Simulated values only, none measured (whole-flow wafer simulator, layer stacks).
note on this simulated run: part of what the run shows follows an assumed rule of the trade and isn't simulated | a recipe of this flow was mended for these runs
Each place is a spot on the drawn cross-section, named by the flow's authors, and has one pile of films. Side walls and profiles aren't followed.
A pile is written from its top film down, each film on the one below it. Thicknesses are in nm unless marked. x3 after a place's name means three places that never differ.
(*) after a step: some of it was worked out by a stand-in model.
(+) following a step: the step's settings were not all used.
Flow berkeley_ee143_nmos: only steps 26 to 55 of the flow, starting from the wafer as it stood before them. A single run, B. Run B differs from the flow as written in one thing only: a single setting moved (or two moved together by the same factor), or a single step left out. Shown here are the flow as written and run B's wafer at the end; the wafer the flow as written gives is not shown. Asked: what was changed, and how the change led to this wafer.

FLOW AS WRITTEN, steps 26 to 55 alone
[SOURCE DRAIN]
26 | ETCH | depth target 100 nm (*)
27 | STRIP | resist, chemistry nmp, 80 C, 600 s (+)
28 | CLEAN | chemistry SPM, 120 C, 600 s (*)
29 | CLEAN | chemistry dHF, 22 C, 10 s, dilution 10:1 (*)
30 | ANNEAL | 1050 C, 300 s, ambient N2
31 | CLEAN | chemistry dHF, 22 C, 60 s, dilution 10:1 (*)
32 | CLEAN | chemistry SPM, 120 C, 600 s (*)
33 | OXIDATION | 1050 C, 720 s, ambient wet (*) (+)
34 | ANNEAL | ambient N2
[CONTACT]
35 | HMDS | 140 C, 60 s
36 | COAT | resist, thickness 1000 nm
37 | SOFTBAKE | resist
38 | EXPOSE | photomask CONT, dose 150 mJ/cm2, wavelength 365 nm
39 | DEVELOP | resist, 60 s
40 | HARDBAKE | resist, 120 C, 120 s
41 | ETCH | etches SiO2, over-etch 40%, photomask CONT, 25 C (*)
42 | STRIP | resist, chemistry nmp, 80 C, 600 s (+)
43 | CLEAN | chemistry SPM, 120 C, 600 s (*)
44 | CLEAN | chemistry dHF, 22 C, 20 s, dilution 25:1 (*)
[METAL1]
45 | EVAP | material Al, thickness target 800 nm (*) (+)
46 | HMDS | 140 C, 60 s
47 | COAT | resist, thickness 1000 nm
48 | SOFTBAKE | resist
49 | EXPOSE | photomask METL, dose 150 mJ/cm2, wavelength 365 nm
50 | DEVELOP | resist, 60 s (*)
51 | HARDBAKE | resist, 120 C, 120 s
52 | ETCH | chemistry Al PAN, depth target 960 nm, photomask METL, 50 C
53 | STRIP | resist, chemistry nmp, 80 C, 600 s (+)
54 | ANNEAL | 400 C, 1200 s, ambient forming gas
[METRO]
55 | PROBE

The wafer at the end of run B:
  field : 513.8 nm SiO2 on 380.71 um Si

The reason: step 26, ETCH: depth target 88 nm was run, while the flow as written has depth target 100 nm.

The path from the change to this, step by step:
  26 | ETCH | depth target 100 nm (*)
      field: SiO2 loses 88 (it would be, as written: SiO2 loses 100)
